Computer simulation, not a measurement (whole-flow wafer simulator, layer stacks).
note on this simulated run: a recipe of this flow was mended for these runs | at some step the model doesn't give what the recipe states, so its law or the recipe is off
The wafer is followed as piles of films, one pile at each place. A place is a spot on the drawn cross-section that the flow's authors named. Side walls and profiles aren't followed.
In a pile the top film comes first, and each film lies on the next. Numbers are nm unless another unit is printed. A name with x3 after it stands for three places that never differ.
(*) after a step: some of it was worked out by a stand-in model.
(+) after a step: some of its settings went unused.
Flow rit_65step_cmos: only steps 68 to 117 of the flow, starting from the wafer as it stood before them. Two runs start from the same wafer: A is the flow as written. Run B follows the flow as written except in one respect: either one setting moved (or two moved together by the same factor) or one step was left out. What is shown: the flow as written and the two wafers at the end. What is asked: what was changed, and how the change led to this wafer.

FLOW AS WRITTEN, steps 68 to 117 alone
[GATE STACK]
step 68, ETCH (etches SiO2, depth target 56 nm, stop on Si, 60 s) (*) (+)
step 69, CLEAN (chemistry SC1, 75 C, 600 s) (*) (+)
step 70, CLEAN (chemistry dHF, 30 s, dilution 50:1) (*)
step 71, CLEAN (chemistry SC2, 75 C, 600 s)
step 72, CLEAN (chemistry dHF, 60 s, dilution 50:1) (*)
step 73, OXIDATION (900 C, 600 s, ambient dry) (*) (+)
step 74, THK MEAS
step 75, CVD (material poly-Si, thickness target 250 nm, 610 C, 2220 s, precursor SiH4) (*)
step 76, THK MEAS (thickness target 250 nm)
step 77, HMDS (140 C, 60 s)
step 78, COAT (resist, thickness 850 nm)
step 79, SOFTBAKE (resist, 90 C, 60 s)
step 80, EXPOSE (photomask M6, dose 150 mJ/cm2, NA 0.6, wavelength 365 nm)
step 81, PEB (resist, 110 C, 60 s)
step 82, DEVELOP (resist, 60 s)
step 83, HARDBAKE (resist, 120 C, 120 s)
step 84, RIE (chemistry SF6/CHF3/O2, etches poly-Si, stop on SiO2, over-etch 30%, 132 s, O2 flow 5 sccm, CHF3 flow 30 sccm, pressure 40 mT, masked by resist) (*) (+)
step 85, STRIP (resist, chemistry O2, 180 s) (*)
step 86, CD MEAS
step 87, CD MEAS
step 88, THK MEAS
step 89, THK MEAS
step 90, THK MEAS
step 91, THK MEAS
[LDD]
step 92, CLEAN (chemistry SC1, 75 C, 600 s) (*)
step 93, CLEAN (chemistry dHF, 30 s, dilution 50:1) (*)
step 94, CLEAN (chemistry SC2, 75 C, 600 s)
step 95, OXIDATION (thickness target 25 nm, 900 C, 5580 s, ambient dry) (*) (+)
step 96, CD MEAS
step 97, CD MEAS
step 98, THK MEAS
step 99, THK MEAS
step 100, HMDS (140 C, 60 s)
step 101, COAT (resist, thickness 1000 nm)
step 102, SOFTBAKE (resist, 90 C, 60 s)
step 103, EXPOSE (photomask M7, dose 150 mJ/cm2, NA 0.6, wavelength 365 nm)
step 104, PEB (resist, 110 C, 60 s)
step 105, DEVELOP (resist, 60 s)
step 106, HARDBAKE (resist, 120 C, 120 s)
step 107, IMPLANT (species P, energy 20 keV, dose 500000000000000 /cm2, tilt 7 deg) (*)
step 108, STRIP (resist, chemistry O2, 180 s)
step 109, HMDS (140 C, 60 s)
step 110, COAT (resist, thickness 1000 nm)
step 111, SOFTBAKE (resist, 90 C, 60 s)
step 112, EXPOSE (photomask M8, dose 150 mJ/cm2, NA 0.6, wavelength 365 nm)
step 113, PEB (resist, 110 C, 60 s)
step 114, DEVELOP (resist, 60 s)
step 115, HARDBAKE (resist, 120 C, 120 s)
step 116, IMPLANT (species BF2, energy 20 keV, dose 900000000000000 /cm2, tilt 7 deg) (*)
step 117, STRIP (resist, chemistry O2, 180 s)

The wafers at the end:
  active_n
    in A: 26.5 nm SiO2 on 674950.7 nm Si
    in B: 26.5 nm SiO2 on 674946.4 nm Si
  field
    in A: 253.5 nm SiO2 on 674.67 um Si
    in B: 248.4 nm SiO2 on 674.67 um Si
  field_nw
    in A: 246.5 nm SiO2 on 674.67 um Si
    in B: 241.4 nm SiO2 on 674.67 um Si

What caused this: step 75, CVD: thickness target 220 nm was run, though the flow has thickness target 250 nm; step 75, CVD: 1954 s was run, where the flow has 2220 s.

Step by step, how the change led to this:
  step 75, CVD (material poly-Si, thickness target 250 nm, 610 C, 2220 s, precursor SiH4) (*)
      field, field_pw, field_nw and 11 more: A +250 poly-Si (new film) | B +220 poly-Si (new film)
  step 84, RIE (chemistry SF6/CHF3/O2, etches poly-Si, stop on SiO2, over-etch 30%, 132 s, O2 flow 5 sccm, CHF3 flow 30 sccm, pressure 40 mT, masked by resist) (*) (+)
      active_n, active_p, spacer, spacer_p, sd_n, sd_p, contact, m1: A -250 poly-Si (all of it), -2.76 SiO2 | B -220 poly-Si (all of it), -7.17 SiO2 (all of it)
      field, field_pw, field_nw, field_p: A -250 poly-Si (all of it), -2.76 SiO2 | B -220 poly-Si (all of it), -7.94 SiO2
  step 85, STRIP (resist, chemistry O2, 180 s) (*)
      active_n, active_p, spacer, spacer_p, sd_n, sd_p, contact, m1: A nothing | B +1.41 chemical SiO2 (new film), -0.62 Si
  step 92, CLEAN (chemistry SC1, 75 C, 600 s) (*)
      active_n, active_p, spacer, spacer_p, sd_n, sd_p, contact, m1: A -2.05 SiO2 | B -0.81 chemical SiO2, -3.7 Si
  step 93, CLEAN (chemistry dHF, 30 s, dilution 50:1) (*)
      active_n, active_p, spacer, spacer_p, sd_n, sd_p, contact, m1: A -2.36 SiO2 (all of it) | B -0.6 chemical SiO2 (all of it)
  step 101, COAT (resist, thickness 1000 nm)
      gate_n, gate_p: A +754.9 resist (new film) | B +778.8 resist (new film)
  step 104, PEB (resist, 110 C, 60 s)
      gate_n, gate_p: A -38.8 resist | B -40.1 resist
  step 105, DEVELOP (resist, 60 s)
      gate_n: A -716.2 resist (all of it) | B -738.8 resist (all of it)
  step 106, HARDBAKE (resist, 120 C, 120 s)
      gate_p: A -23.9 resist | B -24.7 resist
  step 108, STRIP (resist, chemistry O2, 180 s)
      gate_p: A -692.2 resist (all of it) | B -714 resist (all of it)
  step 110, COAT (resist, thickness 1000 nm)
      gate_n, gate_p: A +754.9 resist (new film) | B +778.8 resist (new film)
  step 113, PEB (resist, 110 C, 60 s)
      gate_n, gate_p: A -38.8 resist | B -40.1 resist
  step 114, DEVELOP (resist, 60 s)
      gate_p: A -716.1 resist (all of it) | B -738.8 resist (all of it)
  step 115, HARDBAKE (resist, 120 C, 120 s)
      gate_n: A -23.9 resist | B -24.7 resist
  step 117, STRIP (resist, chemistry O2, 180 s)
      gate_n: A -692.2 resist (all of it) | B -714 resist (all of it)
